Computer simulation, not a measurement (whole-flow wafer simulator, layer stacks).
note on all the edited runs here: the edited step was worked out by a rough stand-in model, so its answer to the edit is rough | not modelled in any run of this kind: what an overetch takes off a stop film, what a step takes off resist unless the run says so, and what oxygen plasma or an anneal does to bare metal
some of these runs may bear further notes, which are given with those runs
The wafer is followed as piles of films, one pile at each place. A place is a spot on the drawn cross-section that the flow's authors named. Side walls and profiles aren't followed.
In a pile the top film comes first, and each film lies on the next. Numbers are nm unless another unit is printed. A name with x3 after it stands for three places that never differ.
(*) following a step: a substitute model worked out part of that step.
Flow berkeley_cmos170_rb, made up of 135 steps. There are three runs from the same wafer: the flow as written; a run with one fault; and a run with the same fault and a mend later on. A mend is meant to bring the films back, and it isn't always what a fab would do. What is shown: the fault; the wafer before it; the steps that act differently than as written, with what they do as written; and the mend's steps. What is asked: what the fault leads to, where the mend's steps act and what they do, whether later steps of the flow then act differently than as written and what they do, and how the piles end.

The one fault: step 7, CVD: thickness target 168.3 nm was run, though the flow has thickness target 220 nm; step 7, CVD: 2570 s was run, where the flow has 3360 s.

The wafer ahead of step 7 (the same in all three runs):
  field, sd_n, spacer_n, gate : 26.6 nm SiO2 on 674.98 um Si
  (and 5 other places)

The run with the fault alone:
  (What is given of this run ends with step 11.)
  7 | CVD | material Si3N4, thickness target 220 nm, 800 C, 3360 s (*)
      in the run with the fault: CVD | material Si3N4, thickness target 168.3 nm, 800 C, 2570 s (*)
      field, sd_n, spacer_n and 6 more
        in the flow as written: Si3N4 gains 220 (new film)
        in the run with the fault: Si3N4 gains 168.3 (new film)
  None of the later steps of the flow up to step 11 acts differently than as written at any place that is followed.
  After step 11, at field, sd_n, spacer_n and 6 more, the piles differ from the flow's by more than 2% or 0.5 nm, whichever is larger.
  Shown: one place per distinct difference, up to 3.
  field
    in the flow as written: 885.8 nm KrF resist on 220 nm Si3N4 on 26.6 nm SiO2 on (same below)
    in the run with the fault: 885.8 nm KrF resist on 168.3 nm Si3N4 on 26.6 nm SiO2 on (same below)
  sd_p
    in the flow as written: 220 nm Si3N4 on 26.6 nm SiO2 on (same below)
    in the run with the fault: 168.3 nm Si3N4 on 26.6 nm SiO2 on (same below)

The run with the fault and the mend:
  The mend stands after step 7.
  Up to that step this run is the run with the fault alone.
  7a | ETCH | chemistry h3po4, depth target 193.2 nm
      field, sd_n, spacer_n and 6 more
        Si3N4 loses 168.3 (all of it)
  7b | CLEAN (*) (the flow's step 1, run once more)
      does not change any film at any place that is followed
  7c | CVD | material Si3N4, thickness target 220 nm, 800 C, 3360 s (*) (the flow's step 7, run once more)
      field, sd_n, spacer_n and 6 more
        Si3N4 gains 220 (new film)
  None of the later steps of the flow acts differently than as written at any place that is followed.
  The piles end the same as the flow's at every place that both follow.
